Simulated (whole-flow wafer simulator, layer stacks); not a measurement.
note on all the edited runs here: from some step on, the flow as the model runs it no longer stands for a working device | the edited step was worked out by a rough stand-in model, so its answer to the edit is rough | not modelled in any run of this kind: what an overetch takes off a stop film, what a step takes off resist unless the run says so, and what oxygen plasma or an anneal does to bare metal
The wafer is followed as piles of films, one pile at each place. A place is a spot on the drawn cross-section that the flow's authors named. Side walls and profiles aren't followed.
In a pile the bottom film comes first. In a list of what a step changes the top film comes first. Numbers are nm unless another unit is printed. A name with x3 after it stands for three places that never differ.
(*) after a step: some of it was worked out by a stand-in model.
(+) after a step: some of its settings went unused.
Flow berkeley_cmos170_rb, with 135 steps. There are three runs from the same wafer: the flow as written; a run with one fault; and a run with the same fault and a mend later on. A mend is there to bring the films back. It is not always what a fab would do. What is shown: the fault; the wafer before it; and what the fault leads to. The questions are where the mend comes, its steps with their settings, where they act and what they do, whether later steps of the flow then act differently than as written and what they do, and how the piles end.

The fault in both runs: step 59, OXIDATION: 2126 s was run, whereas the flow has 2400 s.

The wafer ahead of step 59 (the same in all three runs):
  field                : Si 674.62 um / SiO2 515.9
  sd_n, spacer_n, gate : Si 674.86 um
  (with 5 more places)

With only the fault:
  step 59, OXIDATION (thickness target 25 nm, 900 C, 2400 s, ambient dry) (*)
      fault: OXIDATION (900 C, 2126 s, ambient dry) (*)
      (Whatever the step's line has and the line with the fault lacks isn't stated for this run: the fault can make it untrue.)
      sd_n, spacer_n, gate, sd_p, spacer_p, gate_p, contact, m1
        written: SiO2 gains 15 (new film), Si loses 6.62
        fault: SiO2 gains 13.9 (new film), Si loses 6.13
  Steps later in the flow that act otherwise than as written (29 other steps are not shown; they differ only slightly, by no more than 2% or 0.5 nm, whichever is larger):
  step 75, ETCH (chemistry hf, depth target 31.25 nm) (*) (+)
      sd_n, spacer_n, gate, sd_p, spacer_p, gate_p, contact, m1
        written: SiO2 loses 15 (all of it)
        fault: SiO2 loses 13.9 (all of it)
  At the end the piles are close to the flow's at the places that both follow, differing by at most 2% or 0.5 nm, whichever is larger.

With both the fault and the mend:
  The mend follows step 60.
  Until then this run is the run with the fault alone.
  step 60a, OXIDATION (900 C, 273 s, ambient dry) (*) (a further turn of the flow's step 59, with different settings)
      sd_n, spacer_n, gate, sd_p, spacer_p, gate_p, contact, m1
        SiO2 gains 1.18, Si loses 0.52
      field
        SiO2 gains 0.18, Si loses 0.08
  Every later step of the flow that is run acts as written, at every place that is followed, to within 2% or 0.5 nm, whichever is larger.
  At the end the piles are close to the flow's at the places that both follow, differing by at most 2% or 0.5 nm, whichever is larger.
